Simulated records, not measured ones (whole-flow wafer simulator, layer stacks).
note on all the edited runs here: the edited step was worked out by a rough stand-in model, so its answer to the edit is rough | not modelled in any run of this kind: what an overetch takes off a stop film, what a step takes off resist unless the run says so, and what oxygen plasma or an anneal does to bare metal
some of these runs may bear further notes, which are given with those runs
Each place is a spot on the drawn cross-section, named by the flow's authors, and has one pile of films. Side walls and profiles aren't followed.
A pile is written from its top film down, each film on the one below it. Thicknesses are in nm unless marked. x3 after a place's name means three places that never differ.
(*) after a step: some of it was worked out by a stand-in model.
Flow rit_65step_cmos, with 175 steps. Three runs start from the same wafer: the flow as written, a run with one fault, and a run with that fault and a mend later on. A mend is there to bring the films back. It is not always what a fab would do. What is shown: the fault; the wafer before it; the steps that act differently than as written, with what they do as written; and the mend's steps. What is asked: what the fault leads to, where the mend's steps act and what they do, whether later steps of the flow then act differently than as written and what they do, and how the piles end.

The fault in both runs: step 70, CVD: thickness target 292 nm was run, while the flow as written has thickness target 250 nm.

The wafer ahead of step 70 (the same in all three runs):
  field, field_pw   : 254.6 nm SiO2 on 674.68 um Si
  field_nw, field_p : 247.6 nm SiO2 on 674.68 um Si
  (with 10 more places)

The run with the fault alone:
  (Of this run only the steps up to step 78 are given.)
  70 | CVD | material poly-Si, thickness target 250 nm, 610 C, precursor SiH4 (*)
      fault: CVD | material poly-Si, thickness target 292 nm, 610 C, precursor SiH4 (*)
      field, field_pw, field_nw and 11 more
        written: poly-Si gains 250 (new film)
        fault: poly-Si gains 292 (new film)
  None of the later steps of the flow up to step 78 differs from how it acts as written, at any place that is followed, by more than 2% or 0.5 nm, whichever is larger.
  After step 78, at field, field_pw, field_nw and 11 more, the piles differ from the flow's by more than 2% or 0.5 nm, whichever is larger.
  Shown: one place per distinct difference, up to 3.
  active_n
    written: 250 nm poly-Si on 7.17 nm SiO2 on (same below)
    fault: 292 nm poly-Si on 7.17 nm SiO2 on (same below)
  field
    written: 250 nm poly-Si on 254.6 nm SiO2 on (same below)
    fault: 292 nm poly-Si on 254.6 nm SiO2 on (same below)
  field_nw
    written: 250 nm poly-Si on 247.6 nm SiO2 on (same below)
    fault: 292 nm poly-Si on 247.6 nm SiO2 on (same below)

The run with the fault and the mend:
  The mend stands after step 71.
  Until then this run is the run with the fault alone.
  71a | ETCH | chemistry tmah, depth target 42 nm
      field, field_pw, field_nw and 11 more
        poly-Si loses 42
  None of the later steps of the flow acts differently than as written at any place that is followed.
  The piles end the same as the flow's at every place that both follow.
